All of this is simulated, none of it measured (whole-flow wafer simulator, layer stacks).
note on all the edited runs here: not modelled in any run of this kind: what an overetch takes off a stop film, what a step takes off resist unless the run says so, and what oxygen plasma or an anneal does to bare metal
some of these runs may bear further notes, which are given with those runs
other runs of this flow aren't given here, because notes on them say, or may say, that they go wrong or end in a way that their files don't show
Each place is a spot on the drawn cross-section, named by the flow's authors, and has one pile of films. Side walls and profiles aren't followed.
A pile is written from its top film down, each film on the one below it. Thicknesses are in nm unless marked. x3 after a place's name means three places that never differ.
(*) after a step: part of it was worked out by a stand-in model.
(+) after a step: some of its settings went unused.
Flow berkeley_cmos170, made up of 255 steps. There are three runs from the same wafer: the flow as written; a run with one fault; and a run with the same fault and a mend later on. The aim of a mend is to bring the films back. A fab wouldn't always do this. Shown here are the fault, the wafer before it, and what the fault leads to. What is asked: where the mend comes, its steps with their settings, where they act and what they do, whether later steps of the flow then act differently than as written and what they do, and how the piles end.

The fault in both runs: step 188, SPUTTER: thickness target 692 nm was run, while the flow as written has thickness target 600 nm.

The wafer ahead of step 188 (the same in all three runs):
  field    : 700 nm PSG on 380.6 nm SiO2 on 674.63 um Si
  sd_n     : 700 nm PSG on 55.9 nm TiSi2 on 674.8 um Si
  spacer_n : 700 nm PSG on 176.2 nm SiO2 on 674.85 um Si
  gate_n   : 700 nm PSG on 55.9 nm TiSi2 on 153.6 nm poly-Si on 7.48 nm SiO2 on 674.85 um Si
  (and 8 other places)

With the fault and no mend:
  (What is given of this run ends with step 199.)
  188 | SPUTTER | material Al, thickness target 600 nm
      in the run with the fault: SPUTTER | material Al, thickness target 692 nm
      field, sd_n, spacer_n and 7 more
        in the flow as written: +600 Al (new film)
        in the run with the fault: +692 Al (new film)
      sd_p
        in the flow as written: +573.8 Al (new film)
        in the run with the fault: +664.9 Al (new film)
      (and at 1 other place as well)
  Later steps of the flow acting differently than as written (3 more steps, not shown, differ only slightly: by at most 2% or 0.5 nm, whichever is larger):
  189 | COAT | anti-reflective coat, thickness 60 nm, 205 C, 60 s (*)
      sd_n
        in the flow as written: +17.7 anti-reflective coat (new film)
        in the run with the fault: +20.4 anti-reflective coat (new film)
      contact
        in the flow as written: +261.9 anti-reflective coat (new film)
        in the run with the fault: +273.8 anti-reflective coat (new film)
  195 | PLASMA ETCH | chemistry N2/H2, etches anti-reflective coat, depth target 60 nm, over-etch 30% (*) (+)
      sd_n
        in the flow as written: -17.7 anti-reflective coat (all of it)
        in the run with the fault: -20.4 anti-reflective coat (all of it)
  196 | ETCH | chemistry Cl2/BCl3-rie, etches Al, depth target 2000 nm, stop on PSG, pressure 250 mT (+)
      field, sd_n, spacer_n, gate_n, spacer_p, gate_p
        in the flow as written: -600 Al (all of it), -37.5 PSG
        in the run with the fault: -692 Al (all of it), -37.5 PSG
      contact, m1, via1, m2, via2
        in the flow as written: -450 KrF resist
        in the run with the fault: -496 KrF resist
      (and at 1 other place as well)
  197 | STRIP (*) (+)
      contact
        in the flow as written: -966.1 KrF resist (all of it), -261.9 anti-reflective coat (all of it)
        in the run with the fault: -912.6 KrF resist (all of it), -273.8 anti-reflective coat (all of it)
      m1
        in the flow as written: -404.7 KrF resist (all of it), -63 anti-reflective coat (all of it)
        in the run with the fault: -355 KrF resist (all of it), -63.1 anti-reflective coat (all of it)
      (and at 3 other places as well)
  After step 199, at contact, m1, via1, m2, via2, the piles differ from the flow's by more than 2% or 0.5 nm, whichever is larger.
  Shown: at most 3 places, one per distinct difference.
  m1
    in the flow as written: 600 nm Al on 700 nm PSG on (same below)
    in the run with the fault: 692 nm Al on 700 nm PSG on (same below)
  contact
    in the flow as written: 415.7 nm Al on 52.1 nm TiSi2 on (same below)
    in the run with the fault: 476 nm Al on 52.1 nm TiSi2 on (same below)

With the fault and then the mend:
  The mend stands after step 188.
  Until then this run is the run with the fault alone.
  188a | ETCH | chemistry al pan, depth target 795.9 nm
      field, sd_n, spacer_n and 7 more
        -692 Al (all of it)
      sd_p
        -664.9 Al (all of it)
      contact
        -476 Al (all of it)
  188b | SPUTTER | material Al, thickness target 600 nm (the flow's step 188, run once more)
      field, sd_n, spacer_n and 7 more
        +600 Al (new film)
      sd_p
        +573.8 Al (new film)
      contact
        +415.7 Al (new film)
  None of the later steps of the flow acts differently than as written at any place that is followed.
  By the end, the piles equal the flow's at every place that both follow.
